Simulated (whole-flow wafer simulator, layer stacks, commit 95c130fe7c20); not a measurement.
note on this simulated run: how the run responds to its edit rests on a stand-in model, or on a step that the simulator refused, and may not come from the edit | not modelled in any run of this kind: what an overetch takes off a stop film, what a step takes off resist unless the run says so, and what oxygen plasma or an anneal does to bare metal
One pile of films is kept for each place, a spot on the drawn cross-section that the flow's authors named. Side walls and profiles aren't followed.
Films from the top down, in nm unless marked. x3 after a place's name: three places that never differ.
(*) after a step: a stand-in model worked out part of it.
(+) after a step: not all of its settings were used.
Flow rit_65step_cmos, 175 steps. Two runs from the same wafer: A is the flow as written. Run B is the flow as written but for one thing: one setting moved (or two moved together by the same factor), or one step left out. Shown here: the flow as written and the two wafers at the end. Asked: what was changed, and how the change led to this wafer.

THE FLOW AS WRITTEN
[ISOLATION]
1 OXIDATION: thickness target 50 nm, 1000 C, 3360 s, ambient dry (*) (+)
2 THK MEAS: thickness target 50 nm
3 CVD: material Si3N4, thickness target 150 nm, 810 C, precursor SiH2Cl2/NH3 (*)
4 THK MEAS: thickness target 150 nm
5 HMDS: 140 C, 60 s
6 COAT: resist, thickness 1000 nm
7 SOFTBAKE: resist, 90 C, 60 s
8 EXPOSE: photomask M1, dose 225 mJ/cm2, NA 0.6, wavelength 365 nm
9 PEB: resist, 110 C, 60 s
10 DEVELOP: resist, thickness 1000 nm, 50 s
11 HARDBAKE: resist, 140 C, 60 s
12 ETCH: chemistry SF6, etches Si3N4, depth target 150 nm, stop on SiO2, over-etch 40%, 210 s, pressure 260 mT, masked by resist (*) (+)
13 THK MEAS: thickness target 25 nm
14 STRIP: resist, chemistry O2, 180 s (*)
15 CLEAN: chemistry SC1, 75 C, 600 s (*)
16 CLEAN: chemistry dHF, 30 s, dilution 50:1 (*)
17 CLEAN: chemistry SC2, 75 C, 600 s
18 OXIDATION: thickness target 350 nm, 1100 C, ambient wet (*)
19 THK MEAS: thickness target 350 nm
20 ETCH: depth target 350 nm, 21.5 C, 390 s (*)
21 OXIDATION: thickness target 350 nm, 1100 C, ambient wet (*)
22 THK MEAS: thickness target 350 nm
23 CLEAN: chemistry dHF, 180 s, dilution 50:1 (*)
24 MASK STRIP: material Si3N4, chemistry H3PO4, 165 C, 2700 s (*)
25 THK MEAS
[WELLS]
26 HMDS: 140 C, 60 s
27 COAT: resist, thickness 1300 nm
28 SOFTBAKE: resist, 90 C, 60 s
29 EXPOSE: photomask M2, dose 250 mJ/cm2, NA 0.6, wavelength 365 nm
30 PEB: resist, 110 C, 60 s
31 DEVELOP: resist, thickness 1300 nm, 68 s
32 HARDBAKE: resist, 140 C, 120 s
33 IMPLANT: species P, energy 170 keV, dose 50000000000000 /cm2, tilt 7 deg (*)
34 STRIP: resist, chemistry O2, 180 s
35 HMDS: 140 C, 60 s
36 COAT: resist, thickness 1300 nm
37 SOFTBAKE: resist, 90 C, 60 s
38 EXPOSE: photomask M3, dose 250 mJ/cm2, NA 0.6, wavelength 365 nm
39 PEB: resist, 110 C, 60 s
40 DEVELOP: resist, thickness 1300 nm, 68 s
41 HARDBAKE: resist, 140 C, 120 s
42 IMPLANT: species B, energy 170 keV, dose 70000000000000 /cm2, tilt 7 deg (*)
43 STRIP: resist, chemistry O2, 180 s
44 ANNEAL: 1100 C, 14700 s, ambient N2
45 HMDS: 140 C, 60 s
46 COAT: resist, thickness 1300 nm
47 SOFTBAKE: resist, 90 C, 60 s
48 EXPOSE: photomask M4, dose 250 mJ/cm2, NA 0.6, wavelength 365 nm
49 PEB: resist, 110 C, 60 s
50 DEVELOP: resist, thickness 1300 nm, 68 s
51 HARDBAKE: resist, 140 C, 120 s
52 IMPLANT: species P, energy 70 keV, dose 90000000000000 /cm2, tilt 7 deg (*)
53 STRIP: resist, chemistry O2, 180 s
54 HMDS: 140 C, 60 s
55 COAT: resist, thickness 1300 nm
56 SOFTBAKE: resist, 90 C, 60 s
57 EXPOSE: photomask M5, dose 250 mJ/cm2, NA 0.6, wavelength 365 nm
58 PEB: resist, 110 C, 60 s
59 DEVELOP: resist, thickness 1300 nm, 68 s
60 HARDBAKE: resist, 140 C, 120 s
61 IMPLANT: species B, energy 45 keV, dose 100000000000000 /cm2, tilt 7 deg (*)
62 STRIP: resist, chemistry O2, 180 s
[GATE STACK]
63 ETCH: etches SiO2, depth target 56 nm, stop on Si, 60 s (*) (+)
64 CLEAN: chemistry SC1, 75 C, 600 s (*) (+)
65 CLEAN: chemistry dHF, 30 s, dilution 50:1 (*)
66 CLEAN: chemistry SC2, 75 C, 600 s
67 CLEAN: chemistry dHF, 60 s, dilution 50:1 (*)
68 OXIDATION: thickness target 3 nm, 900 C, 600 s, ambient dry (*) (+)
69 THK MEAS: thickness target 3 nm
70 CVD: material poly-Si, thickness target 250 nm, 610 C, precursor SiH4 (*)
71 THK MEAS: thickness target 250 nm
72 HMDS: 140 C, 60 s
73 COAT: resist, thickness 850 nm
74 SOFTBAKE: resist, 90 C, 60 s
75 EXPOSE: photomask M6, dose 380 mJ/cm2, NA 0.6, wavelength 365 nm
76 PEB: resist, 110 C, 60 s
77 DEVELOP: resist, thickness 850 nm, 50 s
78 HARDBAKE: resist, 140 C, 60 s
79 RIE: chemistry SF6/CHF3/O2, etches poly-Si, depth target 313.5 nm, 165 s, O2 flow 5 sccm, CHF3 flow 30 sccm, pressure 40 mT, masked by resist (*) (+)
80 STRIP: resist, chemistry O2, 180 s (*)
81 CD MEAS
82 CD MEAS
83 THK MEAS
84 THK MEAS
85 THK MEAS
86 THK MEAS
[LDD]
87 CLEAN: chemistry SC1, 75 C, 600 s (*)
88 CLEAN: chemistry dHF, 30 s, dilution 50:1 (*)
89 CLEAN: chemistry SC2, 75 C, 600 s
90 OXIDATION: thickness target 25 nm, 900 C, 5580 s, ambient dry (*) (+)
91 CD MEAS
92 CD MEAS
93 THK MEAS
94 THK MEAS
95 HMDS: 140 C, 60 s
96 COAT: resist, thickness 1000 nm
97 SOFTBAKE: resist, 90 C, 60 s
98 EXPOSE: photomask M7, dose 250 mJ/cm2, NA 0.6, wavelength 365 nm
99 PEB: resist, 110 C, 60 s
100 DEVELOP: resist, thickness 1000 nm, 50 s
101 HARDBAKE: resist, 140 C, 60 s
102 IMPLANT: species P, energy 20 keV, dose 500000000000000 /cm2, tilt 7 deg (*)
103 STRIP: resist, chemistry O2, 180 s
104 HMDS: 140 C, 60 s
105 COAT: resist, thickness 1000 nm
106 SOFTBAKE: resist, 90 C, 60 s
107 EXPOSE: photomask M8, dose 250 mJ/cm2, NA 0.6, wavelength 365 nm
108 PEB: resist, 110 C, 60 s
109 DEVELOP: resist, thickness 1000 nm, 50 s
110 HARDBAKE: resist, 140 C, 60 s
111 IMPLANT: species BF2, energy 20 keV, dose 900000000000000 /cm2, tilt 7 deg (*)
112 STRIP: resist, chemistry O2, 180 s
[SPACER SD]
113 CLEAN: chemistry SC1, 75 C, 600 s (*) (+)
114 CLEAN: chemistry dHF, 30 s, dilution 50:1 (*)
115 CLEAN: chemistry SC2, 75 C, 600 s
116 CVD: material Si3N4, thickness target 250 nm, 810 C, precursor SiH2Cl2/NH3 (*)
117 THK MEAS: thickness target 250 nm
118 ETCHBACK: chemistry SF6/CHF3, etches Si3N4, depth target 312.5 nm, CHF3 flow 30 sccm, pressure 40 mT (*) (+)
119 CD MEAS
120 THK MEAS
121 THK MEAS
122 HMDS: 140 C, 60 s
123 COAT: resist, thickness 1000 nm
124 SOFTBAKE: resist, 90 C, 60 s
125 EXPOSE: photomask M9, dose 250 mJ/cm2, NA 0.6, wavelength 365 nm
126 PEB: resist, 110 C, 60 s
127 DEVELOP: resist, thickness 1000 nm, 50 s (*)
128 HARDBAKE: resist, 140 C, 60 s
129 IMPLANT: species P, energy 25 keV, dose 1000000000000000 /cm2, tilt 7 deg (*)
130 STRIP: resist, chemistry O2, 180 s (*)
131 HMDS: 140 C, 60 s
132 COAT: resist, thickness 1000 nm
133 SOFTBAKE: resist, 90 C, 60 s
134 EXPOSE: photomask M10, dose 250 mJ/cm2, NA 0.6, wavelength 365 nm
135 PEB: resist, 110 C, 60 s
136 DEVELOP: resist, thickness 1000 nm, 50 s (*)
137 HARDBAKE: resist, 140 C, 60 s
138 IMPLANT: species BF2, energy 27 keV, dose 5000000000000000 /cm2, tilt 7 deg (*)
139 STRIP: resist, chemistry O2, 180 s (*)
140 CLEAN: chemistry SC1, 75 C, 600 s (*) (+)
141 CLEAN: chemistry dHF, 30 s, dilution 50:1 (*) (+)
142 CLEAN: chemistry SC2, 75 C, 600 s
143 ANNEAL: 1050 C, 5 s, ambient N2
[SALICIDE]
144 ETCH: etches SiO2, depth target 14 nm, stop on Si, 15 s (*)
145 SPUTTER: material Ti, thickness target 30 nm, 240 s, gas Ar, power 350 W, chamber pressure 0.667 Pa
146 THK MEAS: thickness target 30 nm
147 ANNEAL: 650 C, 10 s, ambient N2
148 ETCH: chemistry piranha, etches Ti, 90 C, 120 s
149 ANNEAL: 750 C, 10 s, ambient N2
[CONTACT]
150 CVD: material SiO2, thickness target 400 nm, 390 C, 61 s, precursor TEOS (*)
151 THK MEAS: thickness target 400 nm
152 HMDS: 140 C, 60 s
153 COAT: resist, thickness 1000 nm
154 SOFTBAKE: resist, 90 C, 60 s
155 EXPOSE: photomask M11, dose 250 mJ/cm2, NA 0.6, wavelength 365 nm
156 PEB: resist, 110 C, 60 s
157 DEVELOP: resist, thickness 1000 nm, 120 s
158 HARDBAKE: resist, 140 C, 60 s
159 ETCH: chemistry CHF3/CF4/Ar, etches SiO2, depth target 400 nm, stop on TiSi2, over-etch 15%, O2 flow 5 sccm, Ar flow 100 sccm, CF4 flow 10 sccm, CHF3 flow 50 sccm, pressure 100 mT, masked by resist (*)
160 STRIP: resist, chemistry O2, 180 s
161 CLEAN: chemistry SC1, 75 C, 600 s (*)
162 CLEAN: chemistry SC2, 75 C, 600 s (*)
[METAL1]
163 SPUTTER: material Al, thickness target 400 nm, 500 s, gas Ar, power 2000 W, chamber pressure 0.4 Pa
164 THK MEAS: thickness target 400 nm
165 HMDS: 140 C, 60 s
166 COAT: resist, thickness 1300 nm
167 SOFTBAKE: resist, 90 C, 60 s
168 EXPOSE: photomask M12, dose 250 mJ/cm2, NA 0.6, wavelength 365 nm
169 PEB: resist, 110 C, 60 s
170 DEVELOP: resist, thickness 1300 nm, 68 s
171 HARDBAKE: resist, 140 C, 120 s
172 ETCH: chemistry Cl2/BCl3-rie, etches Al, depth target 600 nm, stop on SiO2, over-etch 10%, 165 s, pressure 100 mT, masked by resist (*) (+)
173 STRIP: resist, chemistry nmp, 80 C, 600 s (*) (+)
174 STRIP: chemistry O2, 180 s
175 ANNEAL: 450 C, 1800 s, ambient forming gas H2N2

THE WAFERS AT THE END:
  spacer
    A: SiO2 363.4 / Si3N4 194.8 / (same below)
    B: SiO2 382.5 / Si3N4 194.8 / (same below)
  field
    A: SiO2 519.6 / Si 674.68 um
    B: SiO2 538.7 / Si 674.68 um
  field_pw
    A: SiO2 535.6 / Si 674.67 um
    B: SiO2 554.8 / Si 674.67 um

The cause: step 163, SPUTTER: thickness target 553 nm was run, where the flow has thickness target 400 nm; step 163, SPUTTER: 691 s was run, where the flow has 500 s.

How the change led to this, step by step:
  163 SPUTTER: material Al, thickness target 400 nm, 500 s, gas Ar, power 2000 W, chamber pressure 0.4 Pa
      field, field_pw, field_p, spacer, spacer_p: A Al +400 (new film) | B Al +553 (new film)
      gate_n, gate_p: A Al +396 (new film) | B Al +525.9 (new film)
      (and at 1 more place)
  166 COAT: resist, thickness 1300 nm
      gate_n: A resist +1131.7 (new film) | B resist +1156.7 (new film)
      gate_p: A resist +1135.6 (new film) | B resist +1160.2 (new film)
  169 PEB: resist, 110 C, 60 s
      gate_n: A resist -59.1 | B resist -60.5
      gate_p: A resist -59.3 | B resist -60.7
  170 DEVELOP: resist, thickness 1300 nm, 68 s
      gate_n: A resist -1072.6 (all of it) | B resist -1096.2 (all of it)
      gate_p: A resist -1076.3 (all of it) | B resist -1099.5 (all of it)
  172 ETCH: chemistry Cl2/BCl3-rie, etches Al, depth target 600 nm, stop on SiO2, over-etch 10%, 165 s, pressure 100 mT, masked by resist (*) (+)
      field, field_pw, field_p, spacer, spacer_p: A Al -400 (all of it), SiO2 -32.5 | B Al -553 (all of it), SiO2 -13.4
      gate_n, gate_p: A Al -396 (all of it), SiO2 -33 | B Al -525.9 (all of it), SiO2 -16.8
      (and at 1 more place)
